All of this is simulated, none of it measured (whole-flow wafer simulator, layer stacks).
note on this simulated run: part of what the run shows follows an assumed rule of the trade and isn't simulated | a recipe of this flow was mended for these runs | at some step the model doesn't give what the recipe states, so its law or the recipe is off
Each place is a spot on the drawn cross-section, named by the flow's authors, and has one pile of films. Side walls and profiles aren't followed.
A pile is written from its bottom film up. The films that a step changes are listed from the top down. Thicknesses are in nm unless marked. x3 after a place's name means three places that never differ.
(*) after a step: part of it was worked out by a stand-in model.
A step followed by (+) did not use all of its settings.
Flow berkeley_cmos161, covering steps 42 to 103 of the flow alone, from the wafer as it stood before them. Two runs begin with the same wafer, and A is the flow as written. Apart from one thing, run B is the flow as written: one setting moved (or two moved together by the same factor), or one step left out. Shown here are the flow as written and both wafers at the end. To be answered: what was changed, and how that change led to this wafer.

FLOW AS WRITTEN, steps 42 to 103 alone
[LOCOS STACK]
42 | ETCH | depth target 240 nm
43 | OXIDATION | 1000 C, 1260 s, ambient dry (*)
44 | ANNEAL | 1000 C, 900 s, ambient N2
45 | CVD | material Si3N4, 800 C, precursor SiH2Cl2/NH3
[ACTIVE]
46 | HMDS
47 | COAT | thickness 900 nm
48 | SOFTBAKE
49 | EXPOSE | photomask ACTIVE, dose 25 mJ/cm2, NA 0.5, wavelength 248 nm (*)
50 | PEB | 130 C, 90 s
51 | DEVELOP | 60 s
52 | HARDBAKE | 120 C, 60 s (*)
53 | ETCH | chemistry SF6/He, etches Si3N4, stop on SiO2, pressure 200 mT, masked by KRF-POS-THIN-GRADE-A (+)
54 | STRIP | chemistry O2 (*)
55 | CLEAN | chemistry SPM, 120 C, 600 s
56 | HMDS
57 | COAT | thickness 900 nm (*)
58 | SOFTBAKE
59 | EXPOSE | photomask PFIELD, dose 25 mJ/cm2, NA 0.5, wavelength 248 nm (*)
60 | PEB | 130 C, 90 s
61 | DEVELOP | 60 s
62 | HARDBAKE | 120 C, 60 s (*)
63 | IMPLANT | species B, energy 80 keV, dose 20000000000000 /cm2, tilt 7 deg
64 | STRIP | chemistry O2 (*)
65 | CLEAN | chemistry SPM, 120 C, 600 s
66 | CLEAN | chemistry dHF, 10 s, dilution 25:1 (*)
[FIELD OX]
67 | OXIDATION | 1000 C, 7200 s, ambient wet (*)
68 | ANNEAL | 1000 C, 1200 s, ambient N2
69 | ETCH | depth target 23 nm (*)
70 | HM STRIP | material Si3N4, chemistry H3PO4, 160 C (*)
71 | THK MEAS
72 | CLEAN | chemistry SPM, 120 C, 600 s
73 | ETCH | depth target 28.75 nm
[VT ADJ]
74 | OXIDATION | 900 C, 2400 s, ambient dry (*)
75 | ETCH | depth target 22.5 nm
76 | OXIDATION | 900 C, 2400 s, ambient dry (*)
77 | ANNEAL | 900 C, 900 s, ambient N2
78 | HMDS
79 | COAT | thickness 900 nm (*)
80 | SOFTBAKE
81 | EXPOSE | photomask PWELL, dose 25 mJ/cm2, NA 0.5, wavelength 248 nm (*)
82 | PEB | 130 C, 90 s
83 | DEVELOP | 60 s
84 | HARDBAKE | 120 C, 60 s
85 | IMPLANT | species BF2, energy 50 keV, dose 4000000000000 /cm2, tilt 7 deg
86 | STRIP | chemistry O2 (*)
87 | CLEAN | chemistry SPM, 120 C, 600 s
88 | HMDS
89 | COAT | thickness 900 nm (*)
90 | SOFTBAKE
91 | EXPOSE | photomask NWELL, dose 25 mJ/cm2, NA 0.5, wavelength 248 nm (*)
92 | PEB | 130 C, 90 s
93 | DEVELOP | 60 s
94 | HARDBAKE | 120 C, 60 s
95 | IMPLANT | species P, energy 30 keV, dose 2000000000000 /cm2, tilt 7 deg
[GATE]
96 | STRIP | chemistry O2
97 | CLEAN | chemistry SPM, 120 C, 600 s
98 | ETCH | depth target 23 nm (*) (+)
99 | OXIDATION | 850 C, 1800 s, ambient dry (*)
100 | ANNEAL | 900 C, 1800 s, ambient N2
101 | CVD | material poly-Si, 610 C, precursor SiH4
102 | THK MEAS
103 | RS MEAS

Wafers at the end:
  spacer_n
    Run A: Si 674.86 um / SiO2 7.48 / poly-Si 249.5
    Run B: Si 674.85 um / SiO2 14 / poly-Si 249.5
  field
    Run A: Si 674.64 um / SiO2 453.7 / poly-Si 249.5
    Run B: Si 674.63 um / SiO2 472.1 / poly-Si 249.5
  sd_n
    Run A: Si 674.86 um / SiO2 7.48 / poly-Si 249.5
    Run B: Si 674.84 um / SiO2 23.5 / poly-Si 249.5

What caused this: step 43, OXIDATION: 1150 C was run, whereas the flow has 1000 C.

Step by step, how the change led to this:
  43 | OXIDATION | 1000 C, 1260 s, ambient dry (*)
      field, sd_n, spacer_n and 6 more: A SiO2 gains 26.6 (new film), Si loses 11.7 | B SiO2 gains 79.9 (new film), Si loses 35.1
  67 | OXIDATION | 1000 C, 7200 s, ambient wet (*)
      gate_n, gate_p, m1: A SiO2 gains 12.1 (new film), Si3N4 loses 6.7 | B SiO2 gains 12.1 (new film), Si3N4 loses 6.7, SiO2 gains 0.08
      spacer_n, spacer_p: A SiO2 gains 12.1 (new film), Si3N4 loses 6.7 | B SiO2 gains 12.1 (new film), Si3N4 loses 6.7, SiO2 gains 0.11
      (as well as at 4 more places)
  73 | ETCH | depth target 28.75 nm
      gate_n, gate_p, contact, m1: A SiO2 loses 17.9 (all of it) | B SiO2 loses 28.7
      spacer_n, spacer_p: A SiO2 loses 17.9 (all of it) | B SiO2 loses 28.8
      (as well as at 2 more places)
  74 | OXIDATION | 900 C, 2400 s, ambient dry (*)
      spacer_n, gate_n, spacer_p, gate_p, m1: A SiO2 gains 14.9 (new film), Si loses 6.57 | B SiO2 gains 5.84, Si loses 2.57
      sd_n: A SiO2 gains 14.9 (new film), Si loses 6.57 | B SiO2 gains 5.43, Si loses 2.39
      (as well as at 2 more places)
  75 | ETCH | depth target 22.5 nm
      sd_n, spacer_n, gate_n, sd_p, spacer_p, gate_p, contact, m1: A SiO2 loses 14.9 (all of it) | B SiO2 loses 22.5
  76 | OXIDATION | 900 C, 2400 s, ambient dry (*)
      spacer_n, gate_n, spacer_p, gate_p, m1: A SiO2 gains 14.9 (new film), Si loses 6.57 | B SiO2 gains 6.68, Si loses 2.94
      sd_n: A SiO2 gains 14.9 (new film), Si loses 6.57 | B SiO2 gains 6.01, Si loses 2.64
      (as well as at 2 more places)
  98 | ETCH | depth target 23 nm (*) (+)
      sd_n, spacer_n, gate_n, sd_p, spacer_p, gate_p, contact, m1: A SiO2 loses 14.9 (all of it) | B SiO2 loses 23
  99 | OXIDATION | 850 C, 1800 s, ambient dry (*)
      spacer_n, gate_n, spacer_p, gate_p, m1: A SiO2 gains 7.48 (new film), Si loses 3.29 | B SiO2 gains 4.46, Si loses 1.96
      sd_n: A SiO2 gains 7.48 (new film), Si loses 3.29 | B SiO2 gains 2.52, Si loses 1.11
      (as well as at 2 more places)
